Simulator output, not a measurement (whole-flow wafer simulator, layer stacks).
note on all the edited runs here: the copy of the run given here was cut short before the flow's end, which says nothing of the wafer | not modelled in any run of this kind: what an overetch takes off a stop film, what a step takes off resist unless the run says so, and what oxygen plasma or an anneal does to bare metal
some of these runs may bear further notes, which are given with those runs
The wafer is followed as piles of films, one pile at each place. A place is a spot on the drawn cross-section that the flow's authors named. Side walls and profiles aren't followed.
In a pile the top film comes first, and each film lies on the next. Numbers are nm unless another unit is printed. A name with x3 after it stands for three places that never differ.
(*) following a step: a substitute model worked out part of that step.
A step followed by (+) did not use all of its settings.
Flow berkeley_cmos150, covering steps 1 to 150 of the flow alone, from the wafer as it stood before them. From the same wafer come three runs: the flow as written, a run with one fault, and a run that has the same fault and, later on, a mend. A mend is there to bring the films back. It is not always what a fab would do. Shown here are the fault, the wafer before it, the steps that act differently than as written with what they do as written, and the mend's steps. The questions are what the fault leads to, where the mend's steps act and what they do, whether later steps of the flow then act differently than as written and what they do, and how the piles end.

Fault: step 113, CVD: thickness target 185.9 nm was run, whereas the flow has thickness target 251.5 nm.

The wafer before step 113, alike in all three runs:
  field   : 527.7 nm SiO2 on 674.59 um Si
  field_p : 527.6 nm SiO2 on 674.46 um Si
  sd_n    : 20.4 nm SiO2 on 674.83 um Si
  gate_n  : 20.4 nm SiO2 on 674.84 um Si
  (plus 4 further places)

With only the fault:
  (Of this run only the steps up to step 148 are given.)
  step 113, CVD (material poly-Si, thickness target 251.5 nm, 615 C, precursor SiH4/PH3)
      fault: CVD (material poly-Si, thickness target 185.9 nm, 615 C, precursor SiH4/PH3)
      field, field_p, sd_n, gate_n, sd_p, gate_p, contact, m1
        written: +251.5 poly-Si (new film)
        fault: +185.9 poly-Si (new film)
  Steps further on in the flow that do not act as written (7 more steps, not shown, differ only slightly: by at most 2% or 0.5 nm, whichever is larger):
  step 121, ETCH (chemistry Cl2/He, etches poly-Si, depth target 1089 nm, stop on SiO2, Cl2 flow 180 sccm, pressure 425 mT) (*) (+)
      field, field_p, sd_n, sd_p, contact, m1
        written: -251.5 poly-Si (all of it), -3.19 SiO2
        fault: -185.9 poly-Si (all of it), -3.19 SiO2
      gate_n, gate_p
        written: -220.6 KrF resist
        fault: -173.7 KrF resist
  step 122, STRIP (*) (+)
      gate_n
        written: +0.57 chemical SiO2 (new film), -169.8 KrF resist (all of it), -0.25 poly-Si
        fault: +0.6 chemical SiO2 (new film), -214.9 KrF resist (all of it), -0.26 poly-Si
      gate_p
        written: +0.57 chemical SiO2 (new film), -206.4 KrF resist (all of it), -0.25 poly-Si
        fault: +0.6 chemical SiO2 (new film), -251.4 KrF resist (all of it), -0.26 poly-Si
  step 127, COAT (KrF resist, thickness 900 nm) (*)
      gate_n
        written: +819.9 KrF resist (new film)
        fault: +864.5 KrF resist (new film)
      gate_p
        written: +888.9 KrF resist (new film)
        fault: +934.3 KrF resist (new film)
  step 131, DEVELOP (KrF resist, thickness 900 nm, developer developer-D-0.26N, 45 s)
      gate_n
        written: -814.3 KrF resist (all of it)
        fault: -858.5 KrF resist (all of it)
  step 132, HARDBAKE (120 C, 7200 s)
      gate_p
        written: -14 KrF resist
        fault: -14.7 KrF resist
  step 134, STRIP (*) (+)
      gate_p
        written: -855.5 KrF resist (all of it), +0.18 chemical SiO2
        fault: -899.9 KrF resist (all of it), +0.18 chemical SiO2
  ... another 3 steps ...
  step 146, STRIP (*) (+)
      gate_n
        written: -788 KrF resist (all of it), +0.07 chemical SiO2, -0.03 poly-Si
        fault: -831.5 KrF resist (all of it), +0.07 chemical SiO2, -0.03 poly-Si
  Once step 148 is done, the piles at gate_n, gate_p depart from the flow's by more than 2% or 0.5 nm, whichever is larger.
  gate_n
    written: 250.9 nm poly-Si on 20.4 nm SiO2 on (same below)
    fault: 185.3 nm poly-Si on 20.4 nm SiO2 on (same below)
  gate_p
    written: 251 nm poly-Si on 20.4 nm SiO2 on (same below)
    fault: 185.4 nm poly-Si on 20.4 nm SiO2 on (same below)

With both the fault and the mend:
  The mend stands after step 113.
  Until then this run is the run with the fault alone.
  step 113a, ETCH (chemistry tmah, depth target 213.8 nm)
      field, field_p, sd_n, gate_n, sd_p, gate_p, contact, m1
        -185.9 poly-Si (all of it)
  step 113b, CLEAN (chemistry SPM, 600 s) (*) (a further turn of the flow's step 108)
      leaves every film unchanged at each place that is followed
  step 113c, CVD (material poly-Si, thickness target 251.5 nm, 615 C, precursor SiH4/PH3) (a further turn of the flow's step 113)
      field, field_p, sd_n, gate_n, sd_p, gate_p, contact, m1
        +251.5 poly-Si (new film)
  Later steps of the flow that are run all act as written at every place that is followed.
  The piles end the same as the flow's at every place that both follow.
